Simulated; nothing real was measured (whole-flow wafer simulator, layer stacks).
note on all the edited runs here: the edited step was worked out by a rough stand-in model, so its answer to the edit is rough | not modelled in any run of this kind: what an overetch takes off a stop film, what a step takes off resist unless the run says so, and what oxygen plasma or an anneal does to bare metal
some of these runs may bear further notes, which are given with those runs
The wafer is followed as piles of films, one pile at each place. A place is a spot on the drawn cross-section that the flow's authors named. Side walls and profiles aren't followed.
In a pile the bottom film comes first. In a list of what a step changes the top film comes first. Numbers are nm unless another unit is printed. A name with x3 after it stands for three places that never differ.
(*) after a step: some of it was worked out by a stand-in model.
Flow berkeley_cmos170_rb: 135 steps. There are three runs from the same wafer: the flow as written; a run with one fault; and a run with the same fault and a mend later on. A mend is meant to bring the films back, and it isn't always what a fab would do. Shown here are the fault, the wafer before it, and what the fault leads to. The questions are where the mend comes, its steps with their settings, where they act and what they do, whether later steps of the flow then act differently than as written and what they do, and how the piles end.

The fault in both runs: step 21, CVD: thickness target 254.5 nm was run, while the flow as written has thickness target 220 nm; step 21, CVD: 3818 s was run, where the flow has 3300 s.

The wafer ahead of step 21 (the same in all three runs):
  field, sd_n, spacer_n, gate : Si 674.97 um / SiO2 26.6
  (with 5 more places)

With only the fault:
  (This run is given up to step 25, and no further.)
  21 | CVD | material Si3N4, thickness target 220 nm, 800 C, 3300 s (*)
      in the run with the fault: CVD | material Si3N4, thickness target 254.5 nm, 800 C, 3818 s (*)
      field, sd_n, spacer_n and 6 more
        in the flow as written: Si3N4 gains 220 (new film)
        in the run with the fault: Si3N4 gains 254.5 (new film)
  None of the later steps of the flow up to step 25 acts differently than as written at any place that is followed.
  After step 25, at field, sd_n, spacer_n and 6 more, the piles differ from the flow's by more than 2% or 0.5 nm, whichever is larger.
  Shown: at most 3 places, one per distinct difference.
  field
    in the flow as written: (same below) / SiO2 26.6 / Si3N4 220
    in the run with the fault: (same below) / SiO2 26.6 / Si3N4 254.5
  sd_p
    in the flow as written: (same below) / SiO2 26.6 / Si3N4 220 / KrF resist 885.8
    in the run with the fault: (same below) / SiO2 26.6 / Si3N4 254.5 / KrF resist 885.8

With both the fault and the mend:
  After step 21 comes the mend.
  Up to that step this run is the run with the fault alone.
  21a | ETCH | chemistry h3po4, depth target 293 nm (the flow's step 16 again, with other settings)
      field, sd_n, spacer_n and 6 more
        Si3N4 loses 254.5 (all of it)
  21b | CLEAN (*) (the flow's step 18 again)
      does not change any film at any place that is followed
  21c | CVD | material Si3N4, thickness target 220 nm, 800 C, 3300 s (*) (the flow's step 21 again)
      field, sd_n, spacer_n and 6 more
        Si3N4 gains 220 (new film)
  None of the later steps of the flow acts differently than as written at any place that is followed.
  By the end, the piles equal the flow's at every place that both follow.
